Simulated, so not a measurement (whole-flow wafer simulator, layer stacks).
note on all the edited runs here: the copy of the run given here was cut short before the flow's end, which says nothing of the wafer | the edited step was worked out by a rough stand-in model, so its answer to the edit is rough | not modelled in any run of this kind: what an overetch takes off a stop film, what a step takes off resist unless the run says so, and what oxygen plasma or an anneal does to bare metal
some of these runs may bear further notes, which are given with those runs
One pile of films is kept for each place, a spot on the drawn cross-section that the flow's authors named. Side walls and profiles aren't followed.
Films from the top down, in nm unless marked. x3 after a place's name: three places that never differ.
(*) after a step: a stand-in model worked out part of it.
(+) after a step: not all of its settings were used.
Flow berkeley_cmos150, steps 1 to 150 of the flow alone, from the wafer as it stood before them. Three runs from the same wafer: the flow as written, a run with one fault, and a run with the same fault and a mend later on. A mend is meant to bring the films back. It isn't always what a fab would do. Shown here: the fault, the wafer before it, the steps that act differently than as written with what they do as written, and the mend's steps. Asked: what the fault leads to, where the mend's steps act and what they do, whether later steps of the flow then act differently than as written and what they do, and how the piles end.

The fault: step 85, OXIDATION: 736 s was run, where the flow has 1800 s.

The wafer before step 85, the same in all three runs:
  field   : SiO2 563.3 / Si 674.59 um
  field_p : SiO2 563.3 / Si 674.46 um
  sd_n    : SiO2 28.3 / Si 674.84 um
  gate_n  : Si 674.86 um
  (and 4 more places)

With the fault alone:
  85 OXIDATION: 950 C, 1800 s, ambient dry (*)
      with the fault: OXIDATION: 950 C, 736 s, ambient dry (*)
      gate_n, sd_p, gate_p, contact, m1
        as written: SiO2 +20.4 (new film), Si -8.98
        with the fault: SiO2 +11.8 (new film), Si -5.21
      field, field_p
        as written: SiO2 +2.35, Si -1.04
        with the fault: SiO2 +0.96, Si -0.42
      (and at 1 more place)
  Later steps of the flow that act differently than as written (27 more steps differ only slightly, by at most 2% or 0.5 nm, whichever is larger, and aren't shown):
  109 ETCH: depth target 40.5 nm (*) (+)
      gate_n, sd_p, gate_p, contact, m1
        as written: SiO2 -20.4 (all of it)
        with the fault: SiO2 -11.8 (all of it)
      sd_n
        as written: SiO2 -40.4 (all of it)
        with the fault: SiO2 -33.9 (all of it)
  At the end the piles differ from the flow's only slightly at the places that both follow, by at most 2% or 0.5 nm, whichever is larger.

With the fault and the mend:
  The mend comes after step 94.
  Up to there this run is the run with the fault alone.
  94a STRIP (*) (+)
      field_p
        KrF resist -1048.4 (all of it)
      sd_p
        KrF resist -1275.5 (all of it)
      gate_p
        KrF resist -1250 (all of it)
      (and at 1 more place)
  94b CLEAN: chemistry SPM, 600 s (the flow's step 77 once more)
      changes no film at any place that is followed
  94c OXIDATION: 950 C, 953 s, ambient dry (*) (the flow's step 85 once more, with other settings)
      gate_n, sd_p, gate_p, contact, m1
        SiO2 +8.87, Si -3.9
      field, field_p
        SiO2 +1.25, Si -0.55
      sd_n
        SiO2 +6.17, Si -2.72
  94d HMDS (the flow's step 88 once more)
      changes no film at any place that is followed
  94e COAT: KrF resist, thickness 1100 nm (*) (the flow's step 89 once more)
      field
        KrF resist +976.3 (new film)
      field_p
        KrF resist +1087.8 (new film)
      sd_n
        KrF resist +1243.1 (new film)
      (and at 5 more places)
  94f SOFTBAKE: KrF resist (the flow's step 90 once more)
      changes no film at any place that is followed
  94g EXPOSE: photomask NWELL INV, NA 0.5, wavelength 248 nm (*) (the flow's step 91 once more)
      changes no film at any place that is followed
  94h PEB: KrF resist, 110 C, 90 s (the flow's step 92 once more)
      field
        KrF resist -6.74
      field_p
        KrF resist -7.53
      sd_n
        KrF resist -8.63
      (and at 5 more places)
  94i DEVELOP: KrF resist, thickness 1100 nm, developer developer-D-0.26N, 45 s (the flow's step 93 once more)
      field_p, sd_p, gate_p, m1
        KrF resist -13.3
      field
        KrF resist -969.5 (all of it)
      sd_n
        KrF resist -1234.5 (all of it)
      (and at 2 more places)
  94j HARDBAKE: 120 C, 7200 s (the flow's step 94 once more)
      field_p
        KrF resist -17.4
      sd_p
        KrF resist -21.4
      gate_p
        KrF resist -20.9
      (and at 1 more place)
  No later step of the flow acts differently than as written, at any place that is followed, by more than 2% or 0.5 nm, whichever is larger.
  At the end the piles differ from the flow's only slightly at the places that both follow, by at most 2% or 0.5 nm, whichever is larger.
